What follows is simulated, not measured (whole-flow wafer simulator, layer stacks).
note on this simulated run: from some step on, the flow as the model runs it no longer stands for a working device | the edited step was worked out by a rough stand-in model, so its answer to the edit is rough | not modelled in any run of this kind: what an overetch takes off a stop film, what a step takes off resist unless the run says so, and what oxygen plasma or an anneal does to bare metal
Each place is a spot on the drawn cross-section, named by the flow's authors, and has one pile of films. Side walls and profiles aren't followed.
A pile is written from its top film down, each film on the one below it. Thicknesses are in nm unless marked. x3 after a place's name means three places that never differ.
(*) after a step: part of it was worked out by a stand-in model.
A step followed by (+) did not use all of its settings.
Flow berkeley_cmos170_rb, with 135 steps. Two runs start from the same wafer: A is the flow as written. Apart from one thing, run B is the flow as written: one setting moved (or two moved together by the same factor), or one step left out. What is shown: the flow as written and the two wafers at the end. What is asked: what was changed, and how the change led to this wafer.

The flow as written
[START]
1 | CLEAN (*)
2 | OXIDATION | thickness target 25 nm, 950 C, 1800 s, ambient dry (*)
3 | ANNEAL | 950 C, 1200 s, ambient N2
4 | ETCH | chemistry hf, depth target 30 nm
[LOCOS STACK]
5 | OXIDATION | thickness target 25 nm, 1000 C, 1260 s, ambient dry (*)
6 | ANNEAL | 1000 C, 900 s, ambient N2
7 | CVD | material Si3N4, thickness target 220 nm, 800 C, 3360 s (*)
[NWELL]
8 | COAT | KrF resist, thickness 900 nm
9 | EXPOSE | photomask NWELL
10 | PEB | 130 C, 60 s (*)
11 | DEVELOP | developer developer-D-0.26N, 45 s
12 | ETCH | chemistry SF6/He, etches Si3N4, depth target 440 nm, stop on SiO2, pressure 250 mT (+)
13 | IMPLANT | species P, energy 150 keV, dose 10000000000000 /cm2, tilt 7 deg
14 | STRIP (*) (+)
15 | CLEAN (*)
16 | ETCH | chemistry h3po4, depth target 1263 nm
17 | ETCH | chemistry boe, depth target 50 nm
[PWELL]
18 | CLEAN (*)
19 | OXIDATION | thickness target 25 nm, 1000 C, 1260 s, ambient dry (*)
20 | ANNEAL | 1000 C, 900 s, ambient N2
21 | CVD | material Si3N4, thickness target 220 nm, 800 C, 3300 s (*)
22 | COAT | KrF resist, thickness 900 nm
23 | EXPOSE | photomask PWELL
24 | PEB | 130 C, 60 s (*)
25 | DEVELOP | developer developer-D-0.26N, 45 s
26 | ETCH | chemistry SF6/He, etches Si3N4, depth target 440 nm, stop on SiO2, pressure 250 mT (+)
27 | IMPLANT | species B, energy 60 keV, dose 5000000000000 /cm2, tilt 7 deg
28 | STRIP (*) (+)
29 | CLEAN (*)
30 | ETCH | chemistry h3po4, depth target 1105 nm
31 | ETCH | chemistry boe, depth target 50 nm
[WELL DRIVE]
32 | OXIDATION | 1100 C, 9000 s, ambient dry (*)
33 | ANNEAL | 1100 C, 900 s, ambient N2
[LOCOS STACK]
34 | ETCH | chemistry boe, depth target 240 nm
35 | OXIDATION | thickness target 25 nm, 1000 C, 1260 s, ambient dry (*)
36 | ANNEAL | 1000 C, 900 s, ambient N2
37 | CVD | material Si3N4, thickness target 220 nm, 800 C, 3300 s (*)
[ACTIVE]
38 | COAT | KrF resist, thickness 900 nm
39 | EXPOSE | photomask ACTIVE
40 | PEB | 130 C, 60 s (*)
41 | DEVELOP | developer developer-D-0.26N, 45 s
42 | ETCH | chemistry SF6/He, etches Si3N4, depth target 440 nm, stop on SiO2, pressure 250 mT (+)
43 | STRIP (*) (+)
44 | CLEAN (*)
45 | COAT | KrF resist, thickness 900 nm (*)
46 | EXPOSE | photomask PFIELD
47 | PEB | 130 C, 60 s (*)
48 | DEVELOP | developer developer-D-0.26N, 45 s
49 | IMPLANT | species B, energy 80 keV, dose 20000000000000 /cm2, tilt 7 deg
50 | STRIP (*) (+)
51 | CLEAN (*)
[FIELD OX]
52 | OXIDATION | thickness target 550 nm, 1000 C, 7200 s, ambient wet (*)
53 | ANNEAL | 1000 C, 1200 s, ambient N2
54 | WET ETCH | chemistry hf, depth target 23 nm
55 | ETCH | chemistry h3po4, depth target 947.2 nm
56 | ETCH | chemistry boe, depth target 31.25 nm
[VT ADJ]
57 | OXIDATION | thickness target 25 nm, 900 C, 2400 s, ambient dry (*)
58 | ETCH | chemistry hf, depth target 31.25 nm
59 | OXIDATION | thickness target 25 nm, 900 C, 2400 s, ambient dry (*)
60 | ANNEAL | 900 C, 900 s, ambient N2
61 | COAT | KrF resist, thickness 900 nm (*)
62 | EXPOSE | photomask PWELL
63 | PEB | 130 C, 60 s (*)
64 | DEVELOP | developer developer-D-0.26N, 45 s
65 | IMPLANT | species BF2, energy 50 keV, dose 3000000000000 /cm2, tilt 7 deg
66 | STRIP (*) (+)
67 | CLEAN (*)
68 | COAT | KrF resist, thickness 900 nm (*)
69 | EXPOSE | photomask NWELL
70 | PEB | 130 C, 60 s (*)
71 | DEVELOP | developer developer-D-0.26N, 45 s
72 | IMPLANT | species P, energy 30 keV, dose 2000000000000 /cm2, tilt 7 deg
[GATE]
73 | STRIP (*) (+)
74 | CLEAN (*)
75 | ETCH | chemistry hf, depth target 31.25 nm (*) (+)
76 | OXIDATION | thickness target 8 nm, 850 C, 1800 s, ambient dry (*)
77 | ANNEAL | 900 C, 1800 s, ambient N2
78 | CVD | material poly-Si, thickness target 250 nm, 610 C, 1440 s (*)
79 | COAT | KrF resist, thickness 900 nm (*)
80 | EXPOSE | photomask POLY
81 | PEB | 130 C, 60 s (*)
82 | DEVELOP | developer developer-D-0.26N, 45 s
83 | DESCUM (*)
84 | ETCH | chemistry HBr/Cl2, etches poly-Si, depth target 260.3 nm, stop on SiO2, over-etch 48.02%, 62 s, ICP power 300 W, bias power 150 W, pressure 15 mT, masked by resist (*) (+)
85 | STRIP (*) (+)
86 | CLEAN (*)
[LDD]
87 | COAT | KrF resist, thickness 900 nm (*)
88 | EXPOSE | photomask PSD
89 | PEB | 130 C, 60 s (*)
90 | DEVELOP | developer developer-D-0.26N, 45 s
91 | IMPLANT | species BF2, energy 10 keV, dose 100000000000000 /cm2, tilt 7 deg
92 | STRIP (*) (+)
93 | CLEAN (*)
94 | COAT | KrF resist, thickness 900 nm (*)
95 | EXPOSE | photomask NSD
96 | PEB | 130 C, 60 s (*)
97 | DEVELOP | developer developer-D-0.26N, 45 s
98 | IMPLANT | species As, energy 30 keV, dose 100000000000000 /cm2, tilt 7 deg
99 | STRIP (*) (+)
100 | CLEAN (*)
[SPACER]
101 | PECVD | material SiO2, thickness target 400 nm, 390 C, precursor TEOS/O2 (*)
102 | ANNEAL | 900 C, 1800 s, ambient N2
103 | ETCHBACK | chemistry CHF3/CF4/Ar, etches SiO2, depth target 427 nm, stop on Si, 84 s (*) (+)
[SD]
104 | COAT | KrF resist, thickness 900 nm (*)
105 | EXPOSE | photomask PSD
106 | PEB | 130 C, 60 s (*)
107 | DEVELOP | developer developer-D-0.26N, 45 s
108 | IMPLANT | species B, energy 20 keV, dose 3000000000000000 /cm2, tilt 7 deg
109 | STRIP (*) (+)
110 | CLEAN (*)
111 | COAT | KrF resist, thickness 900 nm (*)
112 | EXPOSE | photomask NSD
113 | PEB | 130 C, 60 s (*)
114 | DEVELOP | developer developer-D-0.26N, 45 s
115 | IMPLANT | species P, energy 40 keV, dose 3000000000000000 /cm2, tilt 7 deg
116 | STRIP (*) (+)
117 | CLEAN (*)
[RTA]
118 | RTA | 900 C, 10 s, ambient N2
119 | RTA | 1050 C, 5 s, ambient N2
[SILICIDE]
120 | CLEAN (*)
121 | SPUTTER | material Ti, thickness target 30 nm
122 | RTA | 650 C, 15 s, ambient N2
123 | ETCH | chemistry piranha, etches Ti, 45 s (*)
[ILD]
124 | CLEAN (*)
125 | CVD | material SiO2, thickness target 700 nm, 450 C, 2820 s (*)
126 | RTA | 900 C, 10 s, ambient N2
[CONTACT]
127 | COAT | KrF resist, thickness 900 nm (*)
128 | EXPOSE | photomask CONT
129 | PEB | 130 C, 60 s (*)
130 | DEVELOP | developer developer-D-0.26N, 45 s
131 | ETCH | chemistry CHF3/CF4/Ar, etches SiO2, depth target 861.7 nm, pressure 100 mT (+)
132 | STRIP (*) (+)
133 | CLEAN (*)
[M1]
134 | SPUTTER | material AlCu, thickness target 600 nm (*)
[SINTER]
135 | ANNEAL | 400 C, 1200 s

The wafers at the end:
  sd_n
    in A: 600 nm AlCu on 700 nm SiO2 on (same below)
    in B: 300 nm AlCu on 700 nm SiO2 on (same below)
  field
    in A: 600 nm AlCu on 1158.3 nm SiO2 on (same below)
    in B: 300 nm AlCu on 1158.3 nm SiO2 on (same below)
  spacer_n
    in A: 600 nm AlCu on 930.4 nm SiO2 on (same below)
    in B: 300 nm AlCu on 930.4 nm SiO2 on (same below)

Cause: step 134, SPUTTER: thickness target 300 nm was run, while the flow as written has thickness target 600 nm.
The wafer itself shows it: sd_n has AlCu 300, and step 134 as written asks for 600 nm.

The path from the change to this, step by step:
  134 | SPUTTER | material AlCu, thickness target 600 nm (*)
      field, sd_n, spacer_n, gate, spacer_p, gate_p, m1: A +600 AlCu (new film) | B +300 AlCu (new film)
      sd_p: A +545.9 AlCu (new film) | B +267.4 AlCu (new film)
      (also at 1 further place)
